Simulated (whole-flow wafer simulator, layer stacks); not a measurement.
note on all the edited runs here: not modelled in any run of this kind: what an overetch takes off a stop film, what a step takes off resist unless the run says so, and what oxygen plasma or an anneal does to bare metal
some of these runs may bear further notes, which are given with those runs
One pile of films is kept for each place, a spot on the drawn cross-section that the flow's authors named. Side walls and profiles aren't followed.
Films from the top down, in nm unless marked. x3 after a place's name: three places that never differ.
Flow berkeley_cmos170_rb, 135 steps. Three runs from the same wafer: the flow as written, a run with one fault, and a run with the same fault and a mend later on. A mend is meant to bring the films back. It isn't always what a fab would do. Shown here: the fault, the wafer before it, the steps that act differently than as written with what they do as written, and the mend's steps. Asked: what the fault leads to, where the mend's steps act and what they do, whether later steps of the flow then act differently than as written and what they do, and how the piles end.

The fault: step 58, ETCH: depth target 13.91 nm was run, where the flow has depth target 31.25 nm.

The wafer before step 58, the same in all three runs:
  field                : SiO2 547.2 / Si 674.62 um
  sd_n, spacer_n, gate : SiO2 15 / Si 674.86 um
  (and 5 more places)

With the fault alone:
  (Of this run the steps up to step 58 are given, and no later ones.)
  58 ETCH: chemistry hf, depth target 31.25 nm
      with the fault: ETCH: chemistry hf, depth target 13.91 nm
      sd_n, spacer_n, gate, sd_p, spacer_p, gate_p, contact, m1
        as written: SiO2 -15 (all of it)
        with the fault: SiO2 -13.9
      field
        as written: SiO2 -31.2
        with the fault: SiO2 -13.9
  After step 58 the piles differ from the flow's by more than 2% or 0.5 nm, whichever is larger, at field, sd_n, spacer_n and 6 more.
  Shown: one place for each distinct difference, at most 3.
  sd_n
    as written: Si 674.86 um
    with the fault: SiO2 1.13 / Si 674.86 um
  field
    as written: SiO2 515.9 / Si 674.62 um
    with the fault: SiO2 533.3 / Si 674.62 um

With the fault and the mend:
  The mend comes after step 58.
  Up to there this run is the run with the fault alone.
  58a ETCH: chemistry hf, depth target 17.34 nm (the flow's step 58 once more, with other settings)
      sd_n, spacer_n, gate, sd_p, spacer_p, gate_p, contact, m1
        SiO2 -1.13 (all of it)
      field
        SiO2 -17.3
  No later step of the flow acts differently than as written, at any place that is followed, by more than 2% or 0.5 nm, whichever is larger.
  At the end the piles are the same as the flow's at every place that both follow.
